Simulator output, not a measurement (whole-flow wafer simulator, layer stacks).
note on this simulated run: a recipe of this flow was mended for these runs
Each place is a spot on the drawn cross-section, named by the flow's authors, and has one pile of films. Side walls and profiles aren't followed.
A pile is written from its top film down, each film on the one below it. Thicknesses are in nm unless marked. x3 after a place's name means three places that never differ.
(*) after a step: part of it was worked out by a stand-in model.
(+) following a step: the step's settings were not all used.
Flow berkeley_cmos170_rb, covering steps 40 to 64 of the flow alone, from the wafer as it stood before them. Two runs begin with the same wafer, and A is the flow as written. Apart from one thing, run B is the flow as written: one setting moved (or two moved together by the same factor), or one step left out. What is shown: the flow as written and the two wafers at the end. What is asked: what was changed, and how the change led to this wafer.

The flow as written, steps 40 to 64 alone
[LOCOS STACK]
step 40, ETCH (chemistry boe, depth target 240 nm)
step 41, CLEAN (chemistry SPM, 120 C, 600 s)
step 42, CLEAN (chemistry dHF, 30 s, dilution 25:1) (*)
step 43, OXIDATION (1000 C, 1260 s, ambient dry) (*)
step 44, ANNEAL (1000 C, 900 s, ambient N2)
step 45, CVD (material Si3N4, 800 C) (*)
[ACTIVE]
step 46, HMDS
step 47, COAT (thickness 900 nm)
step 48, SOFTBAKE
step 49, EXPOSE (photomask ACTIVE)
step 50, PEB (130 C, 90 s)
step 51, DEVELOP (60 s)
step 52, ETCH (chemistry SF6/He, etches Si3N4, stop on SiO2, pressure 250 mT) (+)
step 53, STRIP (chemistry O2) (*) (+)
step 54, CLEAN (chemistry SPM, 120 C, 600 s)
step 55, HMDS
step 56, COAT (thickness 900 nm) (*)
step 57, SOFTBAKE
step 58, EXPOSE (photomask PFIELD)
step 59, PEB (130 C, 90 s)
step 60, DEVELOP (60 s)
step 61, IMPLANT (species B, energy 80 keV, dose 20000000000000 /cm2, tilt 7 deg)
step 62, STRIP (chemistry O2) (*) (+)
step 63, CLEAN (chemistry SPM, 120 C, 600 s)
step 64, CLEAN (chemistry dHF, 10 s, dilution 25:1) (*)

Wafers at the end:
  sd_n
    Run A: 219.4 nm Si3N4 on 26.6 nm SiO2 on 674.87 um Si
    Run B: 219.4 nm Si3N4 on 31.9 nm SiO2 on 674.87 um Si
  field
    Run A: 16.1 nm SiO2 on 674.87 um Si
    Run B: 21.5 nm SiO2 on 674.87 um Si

The reason: step 43, OXIDATION: 1764 s was run, while the flow as written has 1260 s.

Step by step, how the change led to this:
  step 43, OXIDATION (1000 C, 1260 s, ambient dry) (*)
      field, sd_n, spacer_n and 6 more: A SiO2 gains 26.6 (new film), Si loses 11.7 | B SiO2 gains 31.9 (new film), Si loses 14
